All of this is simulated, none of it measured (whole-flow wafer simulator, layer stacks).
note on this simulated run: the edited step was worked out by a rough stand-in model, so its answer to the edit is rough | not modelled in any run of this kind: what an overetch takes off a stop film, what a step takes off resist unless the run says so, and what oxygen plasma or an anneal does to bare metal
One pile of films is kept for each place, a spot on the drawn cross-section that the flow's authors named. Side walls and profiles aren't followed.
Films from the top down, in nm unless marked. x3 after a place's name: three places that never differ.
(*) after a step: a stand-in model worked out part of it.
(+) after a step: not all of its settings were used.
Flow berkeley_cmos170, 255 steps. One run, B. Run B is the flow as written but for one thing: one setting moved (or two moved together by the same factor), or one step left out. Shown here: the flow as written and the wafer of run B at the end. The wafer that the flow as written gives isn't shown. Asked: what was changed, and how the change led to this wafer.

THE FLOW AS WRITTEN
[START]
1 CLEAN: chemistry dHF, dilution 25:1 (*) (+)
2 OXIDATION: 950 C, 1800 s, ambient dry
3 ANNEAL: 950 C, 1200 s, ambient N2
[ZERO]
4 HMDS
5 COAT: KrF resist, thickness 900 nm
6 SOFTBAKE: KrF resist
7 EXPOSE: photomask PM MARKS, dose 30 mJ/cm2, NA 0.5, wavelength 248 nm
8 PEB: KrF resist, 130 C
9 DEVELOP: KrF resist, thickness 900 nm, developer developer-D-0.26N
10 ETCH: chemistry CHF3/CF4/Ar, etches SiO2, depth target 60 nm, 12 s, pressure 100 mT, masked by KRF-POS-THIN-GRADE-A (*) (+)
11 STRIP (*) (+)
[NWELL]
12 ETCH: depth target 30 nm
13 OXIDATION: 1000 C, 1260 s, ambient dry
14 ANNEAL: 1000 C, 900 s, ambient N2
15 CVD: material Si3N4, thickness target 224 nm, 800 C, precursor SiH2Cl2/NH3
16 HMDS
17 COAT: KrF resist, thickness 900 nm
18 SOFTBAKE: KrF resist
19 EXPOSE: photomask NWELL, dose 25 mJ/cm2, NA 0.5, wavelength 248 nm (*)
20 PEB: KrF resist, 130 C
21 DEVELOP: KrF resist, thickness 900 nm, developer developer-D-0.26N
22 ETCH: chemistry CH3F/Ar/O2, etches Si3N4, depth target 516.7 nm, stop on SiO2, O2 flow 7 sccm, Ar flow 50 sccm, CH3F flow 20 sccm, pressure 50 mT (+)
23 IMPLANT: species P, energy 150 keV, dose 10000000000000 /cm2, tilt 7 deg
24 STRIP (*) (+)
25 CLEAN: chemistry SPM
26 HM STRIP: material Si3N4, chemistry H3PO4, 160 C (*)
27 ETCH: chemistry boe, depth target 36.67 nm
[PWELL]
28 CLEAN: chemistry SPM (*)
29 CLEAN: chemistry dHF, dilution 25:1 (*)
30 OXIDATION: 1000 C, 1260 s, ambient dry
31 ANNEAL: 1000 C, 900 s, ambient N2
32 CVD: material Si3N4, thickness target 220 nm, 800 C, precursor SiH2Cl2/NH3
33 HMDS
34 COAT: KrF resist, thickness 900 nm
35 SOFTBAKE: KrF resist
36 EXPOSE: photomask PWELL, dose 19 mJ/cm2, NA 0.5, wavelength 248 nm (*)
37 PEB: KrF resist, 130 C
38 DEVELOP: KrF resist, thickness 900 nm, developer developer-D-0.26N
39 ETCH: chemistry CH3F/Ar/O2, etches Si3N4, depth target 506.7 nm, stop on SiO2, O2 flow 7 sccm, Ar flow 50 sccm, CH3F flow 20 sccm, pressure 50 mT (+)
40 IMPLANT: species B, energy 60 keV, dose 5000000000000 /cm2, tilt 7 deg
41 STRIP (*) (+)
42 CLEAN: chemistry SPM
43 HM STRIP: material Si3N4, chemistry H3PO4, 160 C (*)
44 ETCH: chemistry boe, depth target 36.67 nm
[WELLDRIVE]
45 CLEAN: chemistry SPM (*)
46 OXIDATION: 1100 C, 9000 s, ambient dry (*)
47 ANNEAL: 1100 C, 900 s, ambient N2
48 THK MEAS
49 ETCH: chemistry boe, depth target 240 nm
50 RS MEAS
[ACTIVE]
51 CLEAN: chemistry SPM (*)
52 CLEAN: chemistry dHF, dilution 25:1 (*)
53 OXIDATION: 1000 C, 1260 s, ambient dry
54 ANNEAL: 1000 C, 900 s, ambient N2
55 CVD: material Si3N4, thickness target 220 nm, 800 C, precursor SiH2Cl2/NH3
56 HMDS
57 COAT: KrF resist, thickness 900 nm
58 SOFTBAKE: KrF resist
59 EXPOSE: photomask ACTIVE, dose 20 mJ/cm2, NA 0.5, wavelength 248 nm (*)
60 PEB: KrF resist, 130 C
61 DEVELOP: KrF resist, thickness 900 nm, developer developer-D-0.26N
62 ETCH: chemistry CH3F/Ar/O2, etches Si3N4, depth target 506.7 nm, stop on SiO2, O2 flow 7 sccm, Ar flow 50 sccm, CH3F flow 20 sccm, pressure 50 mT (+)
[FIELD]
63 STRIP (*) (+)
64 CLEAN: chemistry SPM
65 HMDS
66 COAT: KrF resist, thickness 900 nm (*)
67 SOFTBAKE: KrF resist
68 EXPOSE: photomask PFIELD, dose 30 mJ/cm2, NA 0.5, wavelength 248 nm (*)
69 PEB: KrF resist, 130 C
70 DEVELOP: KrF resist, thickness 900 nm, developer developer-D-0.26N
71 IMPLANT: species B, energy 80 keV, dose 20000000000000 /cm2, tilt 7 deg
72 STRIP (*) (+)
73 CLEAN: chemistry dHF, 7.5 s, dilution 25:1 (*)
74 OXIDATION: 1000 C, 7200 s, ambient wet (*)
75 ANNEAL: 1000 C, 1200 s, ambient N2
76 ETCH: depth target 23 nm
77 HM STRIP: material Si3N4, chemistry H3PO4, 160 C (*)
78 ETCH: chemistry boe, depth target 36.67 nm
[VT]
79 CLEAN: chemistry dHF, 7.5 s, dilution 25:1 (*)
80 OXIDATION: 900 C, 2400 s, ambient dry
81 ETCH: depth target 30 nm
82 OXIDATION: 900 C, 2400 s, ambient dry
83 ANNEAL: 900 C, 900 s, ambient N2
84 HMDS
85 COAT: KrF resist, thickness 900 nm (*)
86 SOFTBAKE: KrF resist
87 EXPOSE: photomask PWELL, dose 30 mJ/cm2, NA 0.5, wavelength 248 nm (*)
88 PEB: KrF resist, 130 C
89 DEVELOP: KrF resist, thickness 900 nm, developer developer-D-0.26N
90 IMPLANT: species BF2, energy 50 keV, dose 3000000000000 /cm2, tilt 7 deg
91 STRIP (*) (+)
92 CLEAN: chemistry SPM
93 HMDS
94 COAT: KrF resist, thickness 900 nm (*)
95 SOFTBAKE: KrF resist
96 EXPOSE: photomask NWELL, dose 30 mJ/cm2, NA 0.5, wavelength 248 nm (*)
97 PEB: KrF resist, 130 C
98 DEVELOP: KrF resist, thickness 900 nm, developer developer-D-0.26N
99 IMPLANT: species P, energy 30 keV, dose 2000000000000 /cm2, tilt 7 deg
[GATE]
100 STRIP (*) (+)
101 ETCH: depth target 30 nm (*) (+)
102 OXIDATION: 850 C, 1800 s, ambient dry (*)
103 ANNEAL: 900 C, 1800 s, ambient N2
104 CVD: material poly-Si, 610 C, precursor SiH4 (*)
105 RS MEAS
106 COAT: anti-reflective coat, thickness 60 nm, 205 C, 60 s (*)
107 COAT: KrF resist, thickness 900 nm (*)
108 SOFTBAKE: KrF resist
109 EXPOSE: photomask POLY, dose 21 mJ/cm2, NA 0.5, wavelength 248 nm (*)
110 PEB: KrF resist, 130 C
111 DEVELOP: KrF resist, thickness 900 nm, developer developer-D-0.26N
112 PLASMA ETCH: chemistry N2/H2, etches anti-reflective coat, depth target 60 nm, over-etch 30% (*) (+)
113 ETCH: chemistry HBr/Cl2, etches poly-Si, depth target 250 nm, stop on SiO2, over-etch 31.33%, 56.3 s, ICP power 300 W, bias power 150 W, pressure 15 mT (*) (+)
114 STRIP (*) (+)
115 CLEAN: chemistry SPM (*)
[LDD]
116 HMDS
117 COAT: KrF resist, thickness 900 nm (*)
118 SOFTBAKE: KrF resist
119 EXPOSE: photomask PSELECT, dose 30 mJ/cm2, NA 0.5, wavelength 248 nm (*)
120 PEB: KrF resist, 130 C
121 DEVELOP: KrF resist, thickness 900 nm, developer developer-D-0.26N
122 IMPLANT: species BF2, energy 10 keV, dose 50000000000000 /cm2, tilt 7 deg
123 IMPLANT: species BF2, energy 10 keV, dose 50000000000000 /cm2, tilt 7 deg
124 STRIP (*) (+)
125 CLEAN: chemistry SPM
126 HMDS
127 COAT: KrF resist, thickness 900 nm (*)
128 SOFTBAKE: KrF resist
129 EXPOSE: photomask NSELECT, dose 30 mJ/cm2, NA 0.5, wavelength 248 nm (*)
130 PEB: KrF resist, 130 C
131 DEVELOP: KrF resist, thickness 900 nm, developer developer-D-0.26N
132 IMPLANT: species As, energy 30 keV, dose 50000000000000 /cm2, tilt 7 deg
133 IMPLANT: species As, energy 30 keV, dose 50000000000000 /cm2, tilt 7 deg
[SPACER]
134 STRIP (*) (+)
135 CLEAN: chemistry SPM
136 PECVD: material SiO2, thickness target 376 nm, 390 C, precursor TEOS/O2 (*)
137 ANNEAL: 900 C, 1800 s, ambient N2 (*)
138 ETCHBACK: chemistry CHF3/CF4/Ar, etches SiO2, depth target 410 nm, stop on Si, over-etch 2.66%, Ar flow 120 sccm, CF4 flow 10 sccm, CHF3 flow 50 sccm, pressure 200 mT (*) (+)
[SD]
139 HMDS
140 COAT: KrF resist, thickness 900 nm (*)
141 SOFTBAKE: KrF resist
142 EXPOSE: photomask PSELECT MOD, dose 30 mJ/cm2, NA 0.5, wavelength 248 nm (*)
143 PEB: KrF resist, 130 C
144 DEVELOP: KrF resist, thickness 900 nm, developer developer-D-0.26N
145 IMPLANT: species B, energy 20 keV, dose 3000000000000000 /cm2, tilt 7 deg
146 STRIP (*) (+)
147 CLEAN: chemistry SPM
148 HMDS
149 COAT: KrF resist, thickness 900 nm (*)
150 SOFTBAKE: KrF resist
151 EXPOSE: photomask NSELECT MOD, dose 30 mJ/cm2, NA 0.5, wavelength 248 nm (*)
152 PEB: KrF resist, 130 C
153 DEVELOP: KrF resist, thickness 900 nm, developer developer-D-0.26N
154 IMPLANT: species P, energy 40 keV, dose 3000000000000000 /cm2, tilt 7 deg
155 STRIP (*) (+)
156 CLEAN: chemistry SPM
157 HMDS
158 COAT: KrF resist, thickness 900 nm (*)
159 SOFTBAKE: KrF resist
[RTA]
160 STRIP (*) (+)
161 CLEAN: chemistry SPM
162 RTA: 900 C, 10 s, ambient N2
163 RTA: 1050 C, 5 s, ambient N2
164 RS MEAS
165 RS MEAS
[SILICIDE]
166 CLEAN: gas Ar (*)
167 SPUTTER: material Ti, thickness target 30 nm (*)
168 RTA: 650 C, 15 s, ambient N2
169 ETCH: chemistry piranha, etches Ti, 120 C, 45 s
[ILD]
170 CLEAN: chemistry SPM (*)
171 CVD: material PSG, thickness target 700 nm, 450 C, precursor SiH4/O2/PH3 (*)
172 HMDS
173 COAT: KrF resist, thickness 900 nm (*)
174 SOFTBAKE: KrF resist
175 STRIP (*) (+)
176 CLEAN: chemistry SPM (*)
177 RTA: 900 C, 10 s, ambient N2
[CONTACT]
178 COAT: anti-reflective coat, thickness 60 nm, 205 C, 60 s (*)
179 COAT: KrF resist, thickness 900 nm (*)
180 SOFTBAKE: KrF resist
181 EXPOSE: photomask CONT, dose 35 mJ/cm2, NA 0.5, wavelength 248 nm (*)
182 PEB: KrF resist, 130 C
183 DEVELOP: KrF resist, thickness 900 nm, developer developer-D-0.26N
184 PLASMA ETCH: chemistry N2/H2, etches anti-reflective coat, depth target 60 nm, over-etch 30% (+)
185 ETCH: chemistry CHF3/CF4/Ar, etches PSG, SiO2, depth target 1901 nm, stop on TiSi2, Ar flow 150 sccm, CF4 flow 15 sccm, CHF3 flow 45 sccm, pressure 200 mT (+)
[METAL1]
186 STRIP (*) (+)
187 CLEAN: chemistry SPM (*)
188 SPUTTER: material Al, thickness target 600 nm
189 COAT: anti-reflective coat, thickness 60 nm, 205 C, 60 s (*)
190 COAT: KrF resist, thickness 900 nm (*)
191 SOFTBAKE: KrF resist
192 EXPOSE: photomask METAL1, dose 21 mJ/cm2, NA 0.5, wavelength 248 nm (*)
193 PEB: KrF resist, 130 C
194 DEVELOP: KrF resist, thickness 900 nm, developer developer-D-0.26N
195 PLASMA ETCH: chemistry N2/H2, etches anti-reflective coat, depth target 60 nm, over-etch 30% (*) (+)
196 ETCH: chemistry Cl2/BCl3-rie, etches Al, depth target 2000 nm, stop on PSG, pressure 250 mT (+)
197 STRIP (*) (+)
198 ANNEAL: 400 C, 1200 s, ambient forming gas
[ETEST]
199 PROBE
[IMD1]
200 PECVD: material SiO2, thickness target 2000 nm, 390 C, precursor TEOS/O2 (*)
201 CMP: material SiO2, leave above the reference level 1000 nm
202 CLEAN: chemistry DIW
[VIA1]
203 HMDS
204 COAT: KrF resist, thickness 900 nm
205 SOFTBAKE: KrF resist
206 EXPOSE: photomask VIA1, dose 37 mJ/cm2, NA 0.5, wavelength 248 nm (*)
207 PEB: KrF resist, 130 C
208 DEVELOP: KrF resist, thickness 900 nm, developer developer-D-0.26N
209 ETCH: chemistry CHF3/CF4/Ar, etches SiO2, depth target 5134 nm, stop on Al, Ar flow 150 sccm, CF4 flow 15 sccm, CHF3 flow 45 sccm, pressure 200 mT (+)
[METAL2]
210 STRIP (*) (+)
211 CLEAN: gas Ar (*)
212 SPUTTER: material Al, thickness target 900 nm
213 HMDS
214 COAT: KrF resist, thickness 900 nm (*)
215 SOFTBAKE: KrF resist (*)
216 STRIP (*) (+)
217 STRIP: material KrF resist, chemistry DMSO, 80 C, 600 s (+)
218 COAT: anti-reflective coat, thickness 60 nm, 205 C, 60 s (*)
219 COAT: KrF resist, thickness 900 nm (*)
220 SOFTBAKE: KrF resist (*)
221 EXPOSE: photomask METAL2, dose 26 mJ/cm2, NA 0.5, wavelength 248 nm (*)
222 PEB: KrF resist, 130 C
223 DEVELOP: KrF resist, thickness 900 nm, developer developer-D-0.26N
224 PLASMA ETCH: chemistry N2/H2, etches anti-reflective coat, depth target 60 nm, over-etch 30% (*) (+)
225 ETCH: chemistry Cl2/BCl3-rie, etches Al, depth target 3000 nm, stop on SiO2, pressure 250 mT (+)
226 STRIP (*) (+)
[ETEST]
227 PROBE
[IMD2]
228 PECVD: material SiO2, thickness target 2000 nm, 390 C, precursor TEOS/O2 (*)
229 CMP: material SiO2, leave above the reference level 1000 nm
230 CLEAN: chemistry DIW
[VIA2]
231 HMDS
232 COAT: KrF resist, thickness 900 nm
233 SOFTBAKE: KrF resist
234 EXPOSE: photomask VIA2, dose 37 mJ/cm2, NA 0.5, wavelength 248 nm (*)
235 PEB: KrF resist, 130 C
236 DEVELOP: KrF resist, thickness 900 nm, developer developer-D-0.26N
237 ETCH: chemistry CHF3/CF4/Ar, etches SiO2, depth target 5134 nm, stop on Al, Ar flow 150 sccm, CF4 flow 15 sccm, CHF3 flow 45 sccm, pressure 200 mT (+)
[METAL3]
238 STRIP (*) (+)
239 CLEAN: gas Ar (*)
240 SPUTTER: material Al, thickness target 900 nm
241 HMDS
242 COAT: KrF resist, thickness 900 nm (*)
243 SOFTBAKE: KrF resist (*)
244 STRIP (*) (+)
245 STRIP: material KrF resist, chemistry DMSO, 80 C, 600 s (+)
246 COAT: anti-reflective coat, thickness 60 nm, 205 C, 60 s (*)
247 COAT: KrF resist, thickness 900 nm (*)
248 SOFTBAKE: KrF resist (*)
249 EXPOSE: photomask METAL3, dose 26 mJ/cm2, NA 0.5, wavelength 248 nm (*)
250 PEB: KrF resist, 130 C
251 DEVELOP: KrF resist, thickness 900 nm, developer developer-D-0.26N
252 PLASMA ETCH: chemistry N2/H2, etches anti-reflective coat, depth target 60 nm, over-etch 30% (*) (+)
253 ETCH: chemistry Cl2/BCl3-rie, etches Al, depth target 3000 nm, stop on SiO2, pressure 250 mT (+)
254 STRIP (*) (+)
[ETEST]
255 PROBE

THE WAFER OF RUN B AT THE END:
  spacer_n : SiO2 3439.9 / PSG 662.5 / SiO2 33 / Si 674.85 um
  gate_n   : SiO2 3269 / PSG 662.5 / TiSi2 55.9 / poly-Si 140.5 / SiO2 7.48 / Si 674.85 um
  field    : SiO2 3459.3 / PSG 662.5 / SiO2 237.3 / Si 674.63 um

The cause: step 136, PECVD: thickness target 226 nm was run, where the flow has thickness target 376 nm.

How the change led to this, step by step:
  136 PECVD: material SiO2, thickness target 376 nm, 390 C, precursor TEOS/O2 (*)
      field, sd_n, spacer_n and 7 more: SiO2 +226 (as written it would be: SiO2 +376)
      gate_n, gate_p: SiO2 +226 (new film) (as written it would be: SiO2 +376 (new film))
  137 ANNEAL: 900 C, 1800 s, ambient N2 (*)
      field, sd_n, spacer_n and 9 more: SiO2 -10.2 (as written it would be: SiO2 -16.9)
  138 ETCHBACK: chemistry CHF3/CF4/Ar, etches SiO2, depth target 410 nm, stop on Si, over-etch 2.66%, Ar flow 120 sccm, CF4 flow 10 sccm, CHF3 flow 50 sccm, pressure 200 mT (*) (+)
      sd_n, sd_p, contact, m1, via1, m2, via2: SiO2 -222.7 (all of it) (as written it would be: SiO2 -366 (all of it))
      gate_n, gate_p: SiO2 -215.8 (all of it), chemical SiO2 -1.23 (all of it), poly-Si -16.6 (as written it would be: SiO2 -359.1 (all of it), chemical SiO2 -1.23 (all of it), poly-Si -3.55)
  140 COAT: KrF resist, thickness 900 nm (*)
      field: KrF resist +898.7 (new film) (as written it would be: KrF resist +866.5 (new film))
      sd_n: KrF resist +910.7 (new film) (as written it would be: KrF resist +985.6 (new film))
      (and at 10 more places)
  144 DEVELOP: KrF resist, thickness 900 nm, developer developer-D-0.26N
      sd_p: KrF resist -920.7 (all of it) (as written it would be: KrF resist -990.7 (all of it))
      spacer_p: KrF resist -895.1 (all of it) (as written it would be: KrF resist -817.6 (all of it))
      (and at 1 more place)
  146 STRIP (*) (+)
      field: KrF resist -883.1 (all of it) (as written it would be: KrF resist -850.9 (all of it))
      sd_n: chemical SiO2 +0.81 (new film), KrF resist -895 (all of it), Si -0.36 (as written it would be: chemical SiO2 +0.83 (new film), KrF resist -969.8 (all of it), Si -0.36)
      (and at 7 more places)
  149 COAT: KrF resist, thickness 900 nm (*)
      field: KrF resist +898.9 (new film) (as written it would be: KrF resist +866.5 (new film))
      sd_n: KrF resist +910.4 (new film) (as written it would be: KrF resist +985.1 (new film))
      (and at 10 more places)
  153 DEVELOP: KrF resist, thickness 900 nm, developer developer-D-0.26N
      sd_n: KrF resist -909 (all of it) (as written it would be: KrF resist -983.5 (all of it))
      spacer_n: KrF resist -895.8 (all of it) (as written it would be: KrF resist -824.6 (all of it))
      (and at 2 more places)
  155 STRIP (*) (+)
      field: KrF resist -883.2 (all of it) (as written it would be: KrF resist -850.9 (all of it))
      sd_p: KrF resist -906.2 (all of it), chemical SiO2 +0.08 (as written it would be: KrF resist -976.3 (all of it), chemical SiO2 +0.08)
      (and at 6 more places)
  158 COAT: KrF resist, thickness 900 nm (*)
      field: KrF resist +898.9 (new film) (as written it would be: KrF resist +866.6 (new film))
      sd_n: KrF resist +910.3 (new film) (as written it would be: KrF resist +984.8 (new film))
      (and at 10 more places)
  160 STRIP (*) (+)
      gate_n: KrF resist -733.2 (all of it), chemical SiO2 +0.07, poly-Si -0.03 (as written it would be: KrF resist -792.3 (all of it), chemical SiO2 +0.07)
      gate_p: KrF resist -732.8 (all of it), chemical SiO2 +0.07, poly-Si -0.03 (as written it would be: KrF resist -785.9 (all of it), chemical SiO2 +0.07)
      (and at 10 more places)
  173 COAT: KrF resist, thickness 900 nm (*)
      field: KrF resist +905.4 (new film) (as written it would be: KrF resist +879.5 (new film))
      sd_n: KrF resist +987.1 (new film) (as written it would be: KrF resist +1038.7 (new film))
      (and at 10 more places)
  175 STRIP (*) (+)
      field: KrF resist -905.4 (all of it) (as written it would be: KrF resist -879.5 (all of it))
      sd_n: KrF resist -987.1 (all of it) (as written it would be: KrF resist -1038.7 (all of it))
      (and at 10 more places)
  178 COAT: anti-reflective coat, thickness 60 nm, 205 C, 60 s (*)
      field: anti-reflective coat +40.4 (new film) (as written it would be: anti-reflective coat +38.6 (new film))
      sd_n: anti-reflective coat +68.6 (new film) (as written it would be: anti-reflective coat +135.1 (new film))
      (and at 10 more places)
  179 COAT: KrF resist, thickness 900 nm (*)
      field: KrF resist +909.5 (new film) (as written it would be: KrF resist +886 (new film))
      spacer_n: KrF resist +823.7 (new film) (as written it would be: KrF resist +861.2 (new film))
      (and at 8 more places)
  183 DEVELOP: KrF resist, thickness 900 nm, developer developer-D-0.26N
      contact: KrF resist -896 (all of it) (as written it would be: KrF resist -943.2 (all of it))
  ... 9 more steps ...
  201 CMP: material SiO2, leave above the reference level 1000 nm
      spacer_n, spacer_p: SiO2 -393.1 (as written it would be: SiO2 -536.3)
      gate_n, gate_p: SiO2 -564 (as written it would be: SiO2 -577.1)
      (and at 2 more places)
